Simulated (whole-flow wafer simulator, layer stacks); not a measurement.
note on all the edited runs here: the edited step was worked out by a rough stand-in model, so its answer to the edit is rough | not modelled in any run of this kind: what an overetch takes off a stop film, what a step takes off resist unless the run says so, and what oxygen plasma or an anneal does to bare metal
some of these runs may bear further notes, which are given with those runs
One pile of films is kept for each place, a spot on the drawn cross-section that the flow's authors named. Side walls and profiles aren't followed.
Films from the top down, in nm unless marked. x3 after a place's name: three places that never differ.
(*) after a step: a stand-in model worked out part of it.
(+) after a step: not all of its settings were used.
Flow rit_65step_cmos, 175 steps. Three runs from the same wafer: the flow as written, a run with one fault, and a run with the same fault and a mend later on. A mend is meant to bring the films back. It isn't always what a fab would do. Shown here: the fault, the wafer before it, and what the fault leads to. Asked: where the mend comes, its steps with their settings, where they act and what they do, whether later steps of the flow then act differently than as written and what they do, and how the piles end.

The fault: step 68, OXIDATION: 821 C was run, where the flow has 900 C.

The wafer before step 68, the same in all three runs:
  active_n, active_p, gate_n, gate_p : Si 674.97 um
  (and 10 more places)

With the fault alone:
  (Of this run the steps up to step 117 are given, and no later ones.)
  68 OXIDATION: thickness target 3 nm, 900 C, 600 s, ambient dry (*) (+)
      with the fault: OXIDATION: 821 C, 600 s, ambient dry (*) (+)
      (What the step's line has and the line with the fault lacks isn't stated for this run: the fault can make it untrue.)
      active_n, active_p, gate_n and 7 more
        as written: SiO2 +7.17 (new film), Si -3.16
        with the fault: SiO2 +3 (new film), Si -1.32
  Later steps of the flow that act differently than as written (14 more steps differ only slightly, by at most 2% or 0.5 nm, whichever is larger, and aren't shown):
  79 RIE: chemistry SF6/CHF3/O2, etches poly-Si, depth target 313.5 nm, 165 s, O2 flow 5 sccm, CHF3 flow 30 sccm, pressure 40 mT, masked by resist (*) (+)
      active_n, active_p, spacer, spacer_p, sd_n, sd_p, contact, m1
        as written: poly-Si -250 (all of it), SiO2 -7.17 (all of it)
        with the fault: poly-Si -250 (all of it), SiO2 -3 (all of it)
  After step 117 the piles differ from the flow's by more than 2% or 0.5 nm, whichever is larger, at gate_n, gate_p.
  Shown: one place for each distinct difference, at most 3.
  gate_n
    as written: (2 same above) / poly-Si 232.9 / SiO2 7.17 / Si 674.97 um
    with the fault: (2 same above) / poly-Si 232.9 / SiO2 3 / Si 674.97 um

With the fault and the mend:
  The mend comes after step 69.
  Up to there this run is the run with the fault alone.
  69a OXIDATION: 900 C, 488.4 s, ambient dry (*) (+) (the flow's step 68 once more, with other settings)
      active_n, active_p, gate_n and 7 more
        SiO2 +4, Si -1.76
  No later step of the flow acts differently than as written, at any place that is followed, by more than 2% or 0.5 nm, whichever is larger.
  At the end the piles differ from the flow's only slightly at the places that both follow, by at most 2% or 0.5 nm, whichever is larger.
